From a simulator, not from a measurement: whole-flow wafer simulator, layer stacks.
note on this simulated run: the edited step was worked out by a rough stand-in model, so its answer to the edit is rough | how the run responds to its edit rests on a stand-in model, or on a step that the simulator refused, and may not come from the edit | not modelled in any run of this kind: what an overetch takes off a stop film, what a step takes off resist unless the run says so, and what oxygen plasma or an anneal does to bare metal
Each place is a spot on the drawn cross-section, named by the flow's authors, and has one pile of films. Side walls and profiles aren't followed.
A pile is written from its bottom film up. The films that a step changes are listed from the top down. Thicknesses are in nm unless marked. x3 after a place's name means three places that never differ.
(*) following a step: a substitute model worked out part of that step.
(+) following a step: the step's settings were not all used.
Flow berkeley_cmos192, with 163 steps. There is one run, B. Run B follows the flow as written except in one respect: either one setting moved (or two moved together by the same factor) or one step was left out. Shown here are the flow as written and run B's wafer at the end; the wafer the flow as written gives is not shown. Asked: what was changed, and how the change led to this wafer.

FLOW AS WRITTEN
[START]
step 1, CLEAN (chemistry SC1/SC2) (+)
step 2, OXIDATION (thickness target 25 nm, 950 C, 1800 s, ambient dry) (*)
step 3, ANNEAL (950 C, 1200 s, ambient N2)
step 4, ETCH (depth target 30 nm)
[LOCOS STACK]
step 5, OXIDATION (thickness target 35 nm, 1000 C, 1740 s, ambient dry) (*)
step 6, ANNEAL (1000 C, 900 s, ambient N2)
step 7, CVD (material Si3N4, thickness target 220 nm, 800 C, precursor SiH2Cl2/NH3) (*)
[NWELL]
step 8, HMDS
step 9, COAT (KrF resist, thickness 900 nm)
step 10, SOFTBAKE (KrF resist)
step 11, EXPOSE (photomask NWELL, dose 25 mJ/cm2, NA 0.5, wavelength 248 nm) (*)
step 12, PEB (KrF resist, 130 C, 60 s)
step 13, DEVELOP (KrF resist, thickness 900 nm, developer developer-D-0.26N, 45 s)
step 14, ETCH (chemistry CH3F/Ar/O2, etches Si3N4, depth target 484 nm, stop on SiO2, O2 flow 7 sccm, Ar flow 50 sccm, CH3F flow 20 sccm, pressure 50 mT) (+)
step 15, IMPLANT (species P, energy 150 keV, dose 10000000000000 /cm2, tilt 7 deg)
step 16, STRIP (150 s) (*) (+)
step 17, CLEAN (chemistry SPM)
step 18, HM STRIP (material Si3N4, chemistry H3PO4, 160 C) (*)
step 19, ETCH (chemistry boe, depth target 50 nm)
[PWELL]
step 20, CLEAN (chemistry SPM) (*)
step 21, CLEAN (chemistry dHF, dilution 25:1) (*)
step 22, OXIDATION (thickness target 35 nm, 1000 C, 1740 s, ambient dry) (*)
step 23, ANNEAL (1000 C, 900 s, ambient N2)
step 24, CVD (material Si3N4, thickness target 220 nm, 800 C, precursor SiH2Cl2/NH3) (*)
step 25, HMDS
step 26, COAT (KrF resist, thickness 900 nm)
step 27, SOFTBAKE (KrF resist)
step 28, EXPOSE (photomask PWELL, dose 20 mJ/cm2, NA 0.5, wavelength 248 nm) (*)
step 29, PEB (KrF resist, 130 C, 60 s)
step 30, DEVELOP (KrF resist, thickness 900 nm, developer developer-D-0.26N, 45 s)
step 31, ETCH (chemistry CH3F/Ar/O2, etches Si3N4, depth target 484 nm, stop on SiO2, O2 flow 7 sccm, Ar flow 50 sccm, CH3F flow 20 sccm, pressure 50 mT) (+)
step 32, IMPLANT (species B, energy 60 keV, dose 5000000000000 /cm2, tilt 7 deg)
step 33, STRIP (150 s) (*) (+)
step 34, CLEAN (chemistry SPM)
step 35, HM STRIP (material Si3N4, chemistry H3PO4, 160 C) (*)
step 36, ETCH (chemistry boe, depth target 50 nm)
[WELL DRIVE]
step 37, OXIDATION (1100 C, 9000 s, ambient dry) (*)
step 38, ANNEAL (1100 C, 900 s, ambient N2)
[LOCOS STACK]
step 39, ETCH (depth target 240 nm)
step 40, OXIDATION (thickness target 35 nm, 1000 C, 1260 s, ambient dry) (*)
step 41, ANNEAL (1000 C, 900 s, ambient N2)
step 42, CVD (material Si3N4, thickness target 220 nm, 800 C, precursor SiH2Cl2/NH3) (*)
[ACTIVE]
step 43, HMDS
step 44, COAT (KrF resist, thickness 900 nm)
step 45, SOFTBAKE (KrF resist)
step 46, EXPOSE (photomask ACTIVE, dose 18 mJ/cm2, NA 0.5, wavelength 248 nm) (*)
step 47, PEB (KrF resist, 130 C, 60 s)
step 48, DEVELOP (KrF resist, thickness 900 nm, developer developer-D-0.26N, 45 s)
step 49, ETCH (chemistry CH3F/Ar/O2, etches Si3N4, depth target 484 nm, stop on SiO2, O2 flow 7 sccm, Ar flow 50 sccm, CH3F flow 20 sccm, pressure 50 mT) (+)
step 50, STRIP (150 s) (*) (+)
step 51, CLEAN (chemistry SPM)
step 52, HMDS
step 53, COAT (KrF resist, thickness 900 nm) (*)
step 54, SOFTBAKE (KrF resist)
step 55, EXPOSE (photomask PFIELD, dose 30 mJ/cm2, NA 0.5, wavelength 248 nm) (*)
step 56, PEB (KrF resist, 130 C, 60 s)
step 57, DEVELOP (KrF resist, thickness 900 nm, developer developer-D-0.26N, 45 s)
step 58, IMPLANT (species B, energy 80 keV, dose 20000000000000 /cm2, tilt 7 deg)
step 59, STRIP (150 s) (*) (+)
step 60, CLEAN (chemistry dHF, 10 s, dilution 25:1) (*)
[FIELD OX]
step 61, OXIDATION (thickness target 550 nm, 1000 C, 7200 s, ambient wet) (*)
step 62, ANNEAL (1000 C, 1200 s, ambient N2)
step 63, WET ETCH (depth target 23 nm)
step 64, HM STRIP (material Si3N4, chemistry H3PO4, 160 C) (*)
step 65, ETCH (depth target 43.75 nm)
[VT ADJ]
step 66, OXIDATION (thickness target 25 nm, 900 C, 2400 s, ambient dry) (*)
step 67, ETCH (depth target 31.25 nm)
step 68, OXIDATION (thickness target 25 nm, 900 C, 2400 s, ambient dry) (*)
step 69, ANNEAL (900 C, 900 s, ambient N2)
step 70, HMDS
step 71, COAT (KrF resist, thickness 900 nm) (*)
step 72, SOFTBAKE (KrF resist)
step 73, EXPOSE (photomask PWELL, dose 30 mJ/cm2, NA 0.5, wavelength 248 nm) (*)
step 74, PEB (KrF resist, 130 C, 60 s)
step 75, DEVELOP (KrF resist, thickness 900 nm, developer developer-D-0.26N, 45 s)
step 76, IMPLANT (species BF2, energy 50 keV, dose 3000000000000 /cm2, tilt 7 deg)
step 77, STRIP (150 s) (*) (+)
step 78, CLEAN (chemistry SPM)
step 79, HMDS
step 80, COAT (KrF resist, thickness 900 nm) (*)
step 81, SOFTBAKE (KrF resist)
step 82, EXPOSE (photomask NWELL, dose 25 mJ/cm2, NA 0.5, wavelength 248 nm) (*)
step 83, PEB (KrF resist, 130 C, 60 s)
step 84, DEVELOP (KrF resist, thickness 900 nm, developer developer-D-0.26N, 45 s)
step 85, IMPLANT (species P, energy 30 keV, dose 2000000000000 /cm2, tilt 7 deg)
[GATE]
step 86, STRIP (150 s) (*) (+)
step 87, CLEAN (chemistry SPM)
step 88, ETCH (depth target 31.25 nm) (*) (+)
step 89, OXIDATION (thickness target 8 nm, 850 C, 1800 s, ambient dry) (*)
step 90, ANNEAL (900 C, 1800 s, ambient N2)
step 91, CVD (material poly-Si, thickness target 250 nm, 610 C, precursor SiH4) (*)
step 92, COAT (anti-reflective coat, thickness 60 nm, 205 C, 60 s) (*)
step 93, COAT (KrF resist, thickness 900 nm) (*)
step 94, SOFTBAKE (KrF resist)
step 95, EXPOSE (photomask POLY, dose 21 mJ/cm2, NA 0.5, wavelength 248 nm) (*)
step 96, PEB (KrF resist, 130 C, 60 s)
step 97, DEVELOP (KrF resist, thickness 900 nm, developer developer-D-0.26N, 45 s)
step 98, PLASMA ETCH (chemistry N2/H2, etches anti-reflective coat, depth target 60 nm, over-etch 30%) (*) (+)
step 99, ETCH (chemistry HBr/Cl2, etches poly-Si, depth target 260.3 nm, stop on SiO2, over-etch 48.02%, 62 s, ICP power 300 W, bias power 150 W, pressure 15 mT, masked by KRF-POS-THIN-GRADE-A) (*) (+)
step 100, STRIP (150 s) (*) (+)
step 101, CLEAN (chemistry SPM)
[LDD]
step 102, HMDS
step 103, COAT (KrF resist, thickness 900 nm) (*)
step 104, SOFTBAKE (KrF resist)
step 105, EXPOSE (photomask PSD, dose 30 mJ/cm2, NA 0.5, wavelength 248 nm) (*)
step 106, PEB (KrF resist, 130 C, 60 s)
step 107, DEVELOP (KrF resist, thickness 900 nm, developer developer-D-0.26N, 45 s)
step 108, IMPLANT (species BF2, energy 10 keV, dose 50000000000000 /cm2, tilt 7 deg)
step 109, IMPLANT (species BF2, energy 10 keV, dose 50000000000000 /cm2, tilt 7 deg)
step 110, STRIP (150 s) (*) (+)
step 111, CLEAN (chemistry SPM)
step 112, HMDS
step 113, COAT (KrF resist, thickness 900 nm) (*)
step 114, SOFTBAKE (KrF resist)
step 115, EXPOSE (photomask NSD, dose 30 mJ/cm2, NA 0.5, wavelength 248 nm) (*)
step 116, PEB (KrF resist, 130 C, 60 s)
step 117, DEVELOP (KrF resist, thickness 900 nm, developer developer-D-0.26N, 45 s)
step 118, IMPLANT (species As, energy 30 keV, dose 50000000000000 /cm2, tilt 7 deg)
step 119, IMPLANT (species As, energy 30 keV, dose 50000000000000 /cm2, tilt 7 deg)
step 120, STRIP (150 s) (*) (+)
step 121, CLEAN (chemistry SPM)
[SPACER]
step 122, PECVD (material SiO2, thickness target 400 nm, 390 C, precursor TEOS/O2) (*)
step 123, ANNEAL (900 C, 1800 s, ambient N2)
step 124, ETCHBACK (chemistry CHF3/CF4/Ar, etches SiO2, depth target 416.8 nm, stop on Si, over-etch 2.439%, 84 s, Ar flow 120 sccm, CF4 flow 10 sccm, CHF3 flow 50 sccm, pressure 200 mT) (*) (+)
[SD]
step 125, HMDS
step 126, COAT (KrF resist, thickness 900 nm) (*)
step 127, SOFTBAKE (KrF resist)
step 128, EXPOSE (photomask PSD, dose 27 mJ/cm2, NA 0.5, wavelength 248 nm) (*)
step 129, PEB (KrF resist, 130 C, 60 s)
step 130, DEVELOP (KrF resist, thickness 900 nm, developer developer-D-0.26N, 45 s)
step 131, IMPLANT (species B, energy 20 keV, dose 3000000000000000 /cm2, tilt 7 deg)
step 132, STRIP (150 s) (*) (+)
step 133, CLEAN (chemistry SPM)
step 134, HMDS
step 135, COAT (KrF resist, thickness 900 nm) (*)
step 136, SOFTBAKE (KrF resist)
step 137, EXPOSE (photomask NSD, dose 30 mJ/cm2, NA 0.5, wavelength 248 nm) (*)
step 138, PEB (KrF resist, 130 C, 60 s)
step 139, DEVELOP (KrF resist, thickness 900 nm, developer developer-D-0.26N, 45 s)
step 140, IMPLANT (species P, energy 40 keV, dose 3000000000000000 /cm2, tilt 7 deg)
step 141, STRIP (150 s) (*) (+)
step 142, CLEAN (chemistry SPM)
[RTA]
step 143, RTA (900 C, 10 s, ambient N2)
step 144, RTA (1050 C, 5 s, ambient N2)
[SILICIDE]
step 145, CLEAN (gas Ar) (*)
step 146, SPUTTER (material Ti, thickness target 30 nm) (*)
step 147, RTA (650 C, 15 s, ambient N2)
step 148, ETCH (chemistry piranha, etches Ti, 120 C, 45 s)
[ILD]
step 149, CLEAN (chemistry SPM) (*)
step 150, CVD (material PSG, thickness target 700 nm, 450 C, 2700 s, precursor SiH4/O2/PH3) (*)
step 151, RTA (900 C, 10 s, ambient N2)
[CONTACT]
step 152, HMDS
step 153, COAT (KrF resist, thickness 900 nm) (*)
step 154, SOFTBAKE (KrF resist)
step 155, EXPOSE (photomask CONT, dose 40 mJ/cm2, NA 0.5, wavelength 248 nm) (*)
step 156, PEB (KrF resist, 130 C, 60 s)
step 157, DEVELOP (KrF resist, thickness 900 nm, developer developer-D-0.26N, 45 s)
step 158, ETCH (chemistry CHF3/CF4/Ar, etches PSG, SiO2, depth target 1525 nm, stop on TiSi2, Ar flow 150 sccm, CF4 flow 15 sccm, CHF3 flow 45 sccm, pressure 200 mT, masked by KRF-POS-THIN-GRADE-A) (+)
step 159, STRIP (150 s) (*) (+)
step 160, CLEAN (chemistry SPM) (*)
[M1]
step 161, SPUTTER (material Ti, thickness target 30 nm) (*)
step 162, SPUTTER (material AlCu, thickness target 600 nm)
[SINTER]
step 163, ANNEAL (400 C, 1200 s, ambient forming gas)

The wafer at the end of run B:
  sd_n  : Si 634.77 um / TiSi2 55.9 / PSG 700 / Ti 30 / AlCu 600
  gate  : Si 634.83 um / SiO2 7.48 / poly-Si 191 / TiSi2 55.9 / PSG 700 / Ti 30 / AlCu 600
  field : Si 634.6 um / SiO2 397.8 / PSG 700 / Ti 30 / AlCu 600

What caused this: step 37, OXIDATION: 13500 s was run, while the flow as written has 9000 s.

How this came from the change, step by step:
  step 37, OXIDATION (1100 C, 9000 s, ambient dry) (*)
      field, sd_n, spacer_n and 6 more: +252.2 SiO2 (new film), -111 Si (in the flow as written it would be: +197.6 SiO2 (new film), -86.9 Si)
  step 39, ETCH (depth target 240 nm)
      field, sd_n, spacer_n and 6 more: -240 SiO2 (in the flow as written it would be: -197.6 SiO2 (all of it))
  step 40, OXIDATION (thickness target 35 nm, 1000 C, 1260 s, ambient dry) (*)
      field, sd_n, spacer_n and 6 more: +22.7 SiO2, -10 Si (in the flow as written it would be: +26.6 SiO2 (new film), -11.7 Si)
  step 61, OXIDATION (thickness target 550 nm, 1000 C, 7200 s, ambient wet) (*)
      gate: +12.1 SiO2 (new film), -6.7 Si3N4 (in the flow as written it would be: +12.1 SiO2 (new film), -6.7 Si3N4, +0.05 SiO2, -0.05 Si)
  step 65, ETCH (depth target 43.75 nm)
      spacer_n, gate, spacer_p, gate_p, contact, m1: -33 SiO2 (all of it) (in the flow as written it would be: -24.6 SiO2 (all of it))
      sd_n, sd_p: -33.5 SiO2 (all of it) (in the flow as written it would be: -24.6 SiO2 (all of it))
  step 92, COAT (anti-reflective coat, thickness 60 nm, 205 C, 60 s) (*)
      sd_n: +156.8 anti-reflective coat (new film) (in the flow as written it would be: +152.4 anti-reflective coat (new film))
      spacer_n: +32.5 anti-reflective coat (new film) (in the flow as written it would be: +33.8 anti-reflective coat (new film))
      (and at 3 other places as well)
  step 98, PLASMA ETCH (chemistry N2/H2, etches anti-reflective coat, depth target 60 nm, over-etch 30%) (*) (+)
      sd_n: -156.8 anti-reflective coat (all of it), -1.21 poly-Si (in the flow as written it would be: -152.4 anti-reflective coat (all of it), -1.17 poly-Si)
      spacer_n: -32.5 anti-reflective coat (all of it), -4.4 poly-Si (in the flow as written it would be: -33.8 anti-reflective coat (all of it), -4.21 poly-Si)
      (and at 1 other place as well)
  step 100, STRIP (150 s) (*) (+)
      gate: +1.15 chemical SiO2 (new film), -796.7 KrF resist (all of it), -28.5 anti-reflective coat (all of it), -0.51 poly-Si (in the flow as written it would be: +1.15 chemical SiO2 (new film), -791.8 KrF resist (all of it), -30 anti-reflective coat (all of it), -0.51 poly-Si)
      gate_p: +1.15 chemical SiO2 (new film), -768.2 KrF resist (all of it), -29.9 anti-reflective coat (all of it), -0.51 poly-Si (in the flow as written it would be: +1.15 chemical SiO2 (new film), -765.1 KrF resist (all of it), -31 anti-reflective coat (all of it), -0.51 poly-Si)
